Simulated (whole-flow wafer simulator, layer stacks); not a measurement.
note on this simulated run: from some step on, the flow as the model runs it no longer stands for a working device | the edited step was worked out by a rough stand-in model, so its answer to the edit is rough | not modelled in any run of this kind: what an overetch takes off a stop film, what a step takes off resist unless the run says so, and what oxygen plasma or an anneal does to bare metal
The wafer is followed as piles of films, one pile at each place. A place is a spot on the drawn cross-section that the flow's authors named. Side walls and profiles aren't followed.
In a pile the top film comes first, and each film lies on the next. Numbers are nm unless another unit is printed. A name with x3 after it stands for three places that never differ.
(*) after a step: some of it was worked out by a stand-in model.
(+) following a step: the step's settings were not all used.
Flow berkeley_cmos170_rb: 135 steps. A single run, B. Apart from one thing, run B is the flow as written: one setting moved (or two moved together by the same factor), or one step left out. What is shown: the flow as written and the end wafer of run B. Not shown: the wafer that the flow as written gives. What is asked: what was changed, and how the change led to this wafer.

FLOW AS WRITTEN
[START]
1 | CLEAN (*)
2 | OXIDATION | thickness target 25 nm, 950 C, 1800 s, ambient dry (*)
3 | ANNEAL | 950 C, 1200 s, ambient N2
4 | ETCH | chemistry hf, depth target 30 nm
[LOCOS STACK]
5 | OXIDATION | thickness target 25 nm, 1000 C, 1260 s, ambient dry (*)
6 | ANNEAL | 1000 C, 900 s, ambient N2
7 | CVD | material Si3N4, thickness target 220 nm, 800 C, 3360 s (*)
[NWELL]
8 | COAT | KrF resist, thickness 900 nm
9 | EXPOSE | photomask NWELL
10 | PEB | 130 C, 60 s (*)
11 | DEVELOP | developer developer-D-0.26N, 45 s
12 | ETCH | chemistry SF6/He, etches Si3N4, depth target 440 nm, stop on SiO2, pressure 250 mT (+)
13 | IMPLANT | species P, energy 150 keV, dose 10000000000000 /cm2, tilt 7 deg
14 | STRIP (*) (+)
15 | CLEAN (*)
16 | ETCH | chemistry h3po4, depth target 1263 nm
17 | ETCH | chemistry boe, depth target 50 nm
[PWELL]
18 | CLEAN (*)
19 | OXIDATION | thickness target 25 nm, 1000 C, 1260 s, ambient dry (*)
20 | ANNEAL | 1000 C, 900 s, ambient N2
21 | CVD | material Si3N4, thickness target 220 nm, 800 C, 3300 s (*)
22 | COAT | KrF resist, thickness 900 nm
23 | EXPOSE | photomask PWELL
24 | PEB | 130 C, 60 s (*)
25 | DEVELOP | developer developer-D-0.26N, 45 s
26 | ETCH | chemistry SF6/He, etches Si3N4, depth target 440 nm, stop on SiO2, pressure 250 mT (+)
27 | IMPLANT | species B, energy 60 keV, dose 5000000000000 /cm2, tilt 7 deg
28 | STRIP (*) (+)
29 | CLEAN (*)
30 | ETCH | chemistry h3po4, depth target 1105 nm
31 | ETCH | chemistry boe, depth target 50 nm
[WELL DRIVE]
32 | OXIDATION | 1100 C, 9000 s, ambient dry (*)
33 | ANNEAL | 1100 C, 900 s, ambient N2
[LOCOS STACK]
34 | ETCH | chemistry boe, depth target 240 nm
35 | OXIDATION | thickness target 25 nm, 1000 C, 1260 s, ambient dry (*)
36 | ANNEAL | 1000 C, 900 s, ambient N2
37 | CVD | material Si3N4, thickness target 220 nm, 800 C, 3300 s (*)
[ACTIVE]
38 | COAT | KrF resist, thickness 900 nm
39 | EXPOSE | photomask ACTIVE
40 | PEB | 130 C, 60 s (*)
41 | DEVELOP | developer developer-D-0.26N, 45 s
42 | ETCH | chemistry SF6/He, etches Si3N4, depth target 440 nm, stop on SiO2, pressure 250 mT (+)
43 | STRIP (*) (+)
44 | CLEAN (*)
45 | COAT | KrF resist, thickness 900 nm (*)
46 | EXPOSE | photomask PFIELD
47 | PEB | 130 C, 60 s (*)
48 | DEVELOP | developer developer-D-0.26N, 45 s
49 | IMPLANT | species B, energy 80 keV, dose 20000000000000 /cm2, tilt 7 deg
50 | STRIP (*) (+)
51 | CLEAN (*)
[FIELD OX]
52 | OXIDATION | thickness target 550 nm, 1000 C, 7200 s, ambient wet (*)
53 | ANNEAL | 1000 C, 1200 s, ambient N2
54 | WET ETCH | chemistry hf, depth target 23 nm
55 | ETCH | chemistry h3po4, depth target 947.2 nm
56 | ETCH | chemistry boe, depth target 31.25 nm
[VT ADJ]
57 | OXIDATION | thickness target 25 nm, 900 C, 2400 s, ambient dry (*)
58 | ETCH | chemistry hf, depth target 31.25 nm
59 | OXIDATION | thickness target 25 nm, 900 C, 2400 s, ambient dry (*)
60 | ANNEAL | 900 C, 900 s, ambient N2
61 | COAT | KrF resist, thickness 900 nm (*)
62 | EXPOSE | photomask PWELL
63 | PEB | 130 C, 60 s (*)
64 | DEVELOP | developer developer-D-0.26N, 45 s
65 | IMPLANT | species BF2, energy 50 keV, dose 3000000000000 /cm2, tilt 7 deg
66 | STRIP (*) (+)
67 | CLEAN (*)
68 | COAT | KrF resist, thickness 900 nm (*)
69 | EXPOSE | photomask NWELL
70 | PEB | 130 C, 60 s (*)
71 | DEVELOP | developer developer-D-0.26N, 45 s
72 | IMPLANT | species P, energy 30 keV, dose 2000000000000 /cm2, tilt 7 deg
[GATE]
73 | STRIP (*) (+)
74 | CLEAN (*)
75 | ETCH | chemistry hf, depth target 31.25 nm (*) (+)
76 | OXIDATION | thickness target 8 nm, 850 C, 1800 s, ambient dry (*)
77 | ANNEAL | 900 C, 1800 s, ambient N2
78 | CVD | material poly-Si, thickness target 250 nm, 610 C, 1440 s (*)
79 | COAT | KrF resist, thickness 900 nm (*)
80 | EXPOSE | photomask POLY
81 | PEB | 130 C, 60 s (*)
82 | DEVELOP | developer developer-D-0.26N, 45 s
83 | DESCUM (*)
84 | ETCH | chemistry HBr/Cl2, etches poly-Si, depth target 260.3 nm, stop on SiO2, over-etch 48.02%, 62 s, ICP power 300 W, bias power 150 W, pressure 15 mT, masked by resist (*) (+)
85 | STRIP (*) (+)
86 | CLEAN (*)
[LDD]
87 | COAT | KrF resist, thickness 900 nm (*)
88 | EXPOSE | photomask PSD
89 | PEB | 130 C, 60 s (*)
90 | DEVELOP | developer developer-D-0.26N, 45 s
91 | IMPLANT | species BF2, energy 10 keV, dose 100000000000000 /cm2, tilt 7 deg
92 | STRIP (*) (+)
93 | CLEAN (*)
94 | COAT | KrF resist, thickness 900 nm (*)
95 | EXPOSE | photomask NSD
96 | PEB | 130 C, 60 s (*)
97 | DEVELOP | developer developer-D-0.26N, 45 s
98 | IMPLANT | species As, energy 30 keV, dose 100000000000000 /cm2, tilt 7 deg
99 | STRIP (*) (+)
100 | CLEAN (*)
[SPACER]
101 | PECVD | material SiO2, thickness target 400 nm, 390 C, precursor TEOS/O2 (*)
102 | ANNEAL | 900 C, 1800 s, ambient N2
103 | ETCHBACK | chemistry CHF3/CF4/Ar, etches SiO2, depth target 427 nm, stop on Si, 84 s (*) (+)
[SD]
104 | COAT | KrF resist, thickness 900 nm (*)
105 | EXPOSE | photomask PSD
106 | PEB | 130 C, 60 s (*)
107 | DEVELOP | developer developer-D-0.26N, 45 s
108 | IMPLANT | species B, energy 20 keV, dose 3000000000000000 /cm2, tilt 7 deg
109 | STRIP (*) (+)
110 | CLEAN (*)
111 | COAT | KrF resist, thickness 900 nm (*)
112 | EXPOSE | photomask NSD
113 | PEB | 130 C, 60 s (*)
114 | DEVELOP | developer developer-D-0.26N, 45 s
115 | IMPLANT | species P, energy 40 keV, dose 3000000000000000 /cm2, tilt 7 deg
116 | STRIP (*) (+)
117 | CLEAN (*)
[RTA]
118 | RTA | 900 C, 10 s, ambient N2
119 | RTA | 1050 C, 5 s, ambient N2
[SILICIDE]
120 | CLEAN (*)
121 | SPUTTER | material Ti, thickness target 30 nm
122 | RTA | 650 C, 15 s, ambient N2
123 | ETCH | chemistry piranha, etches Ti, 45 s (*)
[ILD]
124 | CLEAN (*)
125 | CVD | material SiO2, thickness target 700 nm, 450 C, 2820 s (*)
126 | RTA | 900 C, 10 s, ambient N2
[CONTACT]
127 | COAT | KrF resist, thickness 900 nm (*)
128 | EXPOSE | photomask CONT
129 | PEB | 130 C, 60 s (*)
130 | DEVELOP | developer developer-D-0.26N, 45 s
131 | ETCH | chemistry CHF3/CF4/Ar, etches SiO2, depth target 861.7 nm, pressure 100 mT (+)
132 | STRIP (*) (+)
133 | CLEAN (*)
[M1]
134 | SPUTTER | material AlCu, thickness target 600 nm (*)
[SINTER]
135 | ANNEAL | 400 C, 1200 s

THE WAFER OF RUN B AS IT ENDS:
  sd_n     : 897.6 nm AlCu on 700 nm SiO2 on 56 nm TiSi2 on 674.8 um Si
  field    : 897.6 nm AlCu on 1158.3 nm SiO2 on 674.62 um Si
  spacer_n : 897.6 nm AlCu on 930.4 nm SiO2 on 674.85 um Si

What caused this: step 134, SPUTTER: thickness target 897.6 nm was run, though the flow has thickness target 600 nm.
The wafer lets one read it off: sd_n has AlCu 897.6, and step 134 as written asks for 600 nm.

How this came from the change, step by step:
  134 | SPUTTER | material AlCu, thickness target 600 nm (*)
      field, sd_n, spacer_n, gate, spacer_p, gate_p, m1: +897.6 AlCu (new film) (it would be, as written: +600 AlCu (new film))
      sd_p: +832.8 AlCu (new film) (it would be, as written: +545.9 AlCu (new film))
      (and at 1 other place as well)
